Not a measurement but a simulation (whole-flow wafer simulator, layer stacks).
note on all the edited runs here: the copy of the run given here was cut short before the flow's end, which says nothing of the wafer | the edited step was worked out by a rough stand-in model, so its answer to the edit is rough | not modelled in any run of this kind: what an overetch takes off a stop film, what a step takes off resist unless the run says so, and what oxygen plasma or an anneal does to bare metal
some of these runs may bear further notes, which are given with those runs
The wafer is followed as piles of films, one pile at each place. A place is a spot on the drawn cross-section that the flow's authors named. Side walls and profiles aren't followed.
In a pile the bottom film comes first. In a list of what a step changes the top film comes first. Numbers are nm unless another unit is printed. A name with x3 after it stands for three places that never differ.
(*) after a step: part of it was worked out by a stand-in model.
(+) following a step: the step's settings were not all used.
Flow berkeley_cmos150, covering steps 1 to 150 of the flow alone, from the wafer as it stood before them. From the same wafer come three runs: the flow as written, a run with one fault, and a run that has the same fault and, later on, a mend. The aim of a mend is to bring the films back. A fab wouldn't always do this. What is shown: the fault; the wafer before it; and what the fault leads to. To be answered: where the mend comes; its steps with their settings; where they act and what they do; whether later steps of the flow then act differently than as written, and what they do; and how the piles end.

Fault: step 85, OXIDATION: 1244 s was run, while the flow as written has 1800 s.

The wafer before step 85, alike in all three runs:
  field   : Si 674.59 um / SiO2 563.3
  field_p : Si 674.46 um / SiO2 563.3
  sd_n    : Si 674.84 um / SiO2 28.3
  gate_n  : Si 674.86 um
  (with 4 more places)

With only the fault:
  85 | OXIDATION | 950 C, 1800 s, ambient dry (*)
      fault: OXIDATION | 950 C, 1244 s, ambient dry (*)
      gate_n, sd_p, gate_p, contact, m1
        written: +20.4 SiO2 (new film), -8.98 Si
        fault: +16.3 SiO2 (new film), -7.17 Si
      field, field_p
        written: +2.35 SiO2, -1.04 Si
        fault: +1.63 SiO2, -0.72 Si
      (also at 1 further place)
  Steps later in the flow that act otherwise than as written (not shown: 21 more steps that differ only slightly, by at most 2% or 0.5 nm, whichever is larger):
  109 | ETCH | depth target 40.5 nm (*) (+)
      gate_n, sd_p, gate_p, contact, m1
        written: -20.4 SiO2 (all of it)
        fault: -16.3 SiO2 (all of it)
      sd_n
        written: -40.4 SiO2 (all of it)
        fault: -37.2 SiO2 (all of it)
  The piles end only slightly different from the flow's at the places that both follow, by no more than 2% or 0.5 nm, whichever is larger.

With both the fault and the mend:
  The mend stands after step 87.
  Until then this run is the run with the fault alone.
  87a | OXIDATION | 950 C, 473 s, ambient dry (*) (the flow's step 85, run once more with other settings)
      gate_n, sd_p, gate_p, contact, m1
        +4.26 SiO2, -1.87 Si
      field, field_p
        +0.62 SiO2, -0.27 Si
      sd_n
        +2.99 SiO2, -1.32 Si
  None of the later steps of the flow differs from how it acts as written, at any place that is followed, by more than 2% or 0.5 nm, whichever is larger.
  The piles end only slightly different from the flow's at the places that both follow, by no more than 2% or 0.5 nm, whichever is larger.
